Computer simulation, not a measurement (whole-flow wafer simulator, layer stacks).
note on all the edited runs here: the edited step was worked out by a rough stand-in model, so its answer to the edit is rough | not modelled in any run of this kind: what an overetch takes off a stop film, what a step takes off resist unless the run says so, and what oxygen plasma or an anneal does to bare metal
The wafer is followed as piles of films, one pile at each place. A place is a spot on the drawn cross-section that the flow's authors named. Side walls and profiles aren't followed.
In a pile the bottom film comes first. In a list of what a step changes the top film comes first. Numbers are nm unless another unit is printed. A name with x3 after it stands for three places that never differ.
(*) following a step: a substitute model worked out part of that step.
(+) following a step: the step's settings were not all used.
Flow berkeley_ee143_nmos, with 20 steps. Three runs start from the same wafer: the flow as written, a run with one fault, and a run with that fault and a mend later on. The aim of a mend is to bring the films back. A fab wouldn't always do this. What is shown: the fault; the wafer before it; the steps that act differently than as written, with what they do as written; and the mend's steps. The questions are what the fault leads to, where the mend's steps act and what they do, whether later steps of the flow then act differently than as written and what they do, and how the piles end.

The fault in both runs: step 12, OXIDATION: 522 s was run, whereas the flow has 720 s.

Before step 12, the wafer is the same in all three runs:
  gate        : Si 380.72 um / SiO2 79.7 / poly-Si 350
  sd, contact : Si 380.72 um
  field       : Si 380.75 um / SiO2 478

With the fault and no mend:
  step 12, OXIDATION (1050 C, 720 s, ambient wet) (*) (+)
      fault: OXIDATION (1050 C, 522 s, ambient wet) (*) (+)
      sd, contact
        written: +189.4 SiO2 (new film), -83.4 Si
        fault: +149.9 SiO2 (new film), -66 Si
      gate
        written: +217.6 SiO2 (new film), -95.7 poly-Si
        fault: +175.5 SiO2 (new film), -77.2 poly-Si
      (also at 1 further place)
  Later steps of the flow acting differently than as written:
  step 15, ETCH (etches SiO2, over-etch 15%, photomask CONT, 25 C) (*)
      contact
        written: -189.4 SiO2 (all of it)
        fault: -149.9 SiO2 (all of it)
  The piles end different from the flow's at gate, sd, field by more than 2% or 0.5 nm, whichever is larger.
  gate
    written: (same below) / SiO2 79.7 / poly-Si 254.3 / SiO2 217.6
    fault: (same below) / SiO2 79.7 / poly-Si 272.8 / SiO2 175.5
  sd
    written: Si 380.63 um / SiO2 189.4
    fault: Si 380.65 um / SiO2 149.9
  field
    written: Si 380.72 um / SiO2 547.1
    fault: Si 380.72 um / SiO2 528.8

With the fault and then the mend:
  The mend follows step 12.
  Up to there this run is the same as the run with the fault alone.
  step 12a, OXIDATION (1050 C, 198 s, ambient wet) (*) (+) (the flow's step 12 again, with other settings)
      sd, contact
        +39.5 SiO2, -17.4 Si
      gate
        +42.1 SiO2, -18.5 poly-Si
      field
        +18.3 SiO2, -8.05 Si
  None of the later steps of the flow acts differently than as written at any place that is followed.
  The piles end the same as the flow's at every place that both follow.
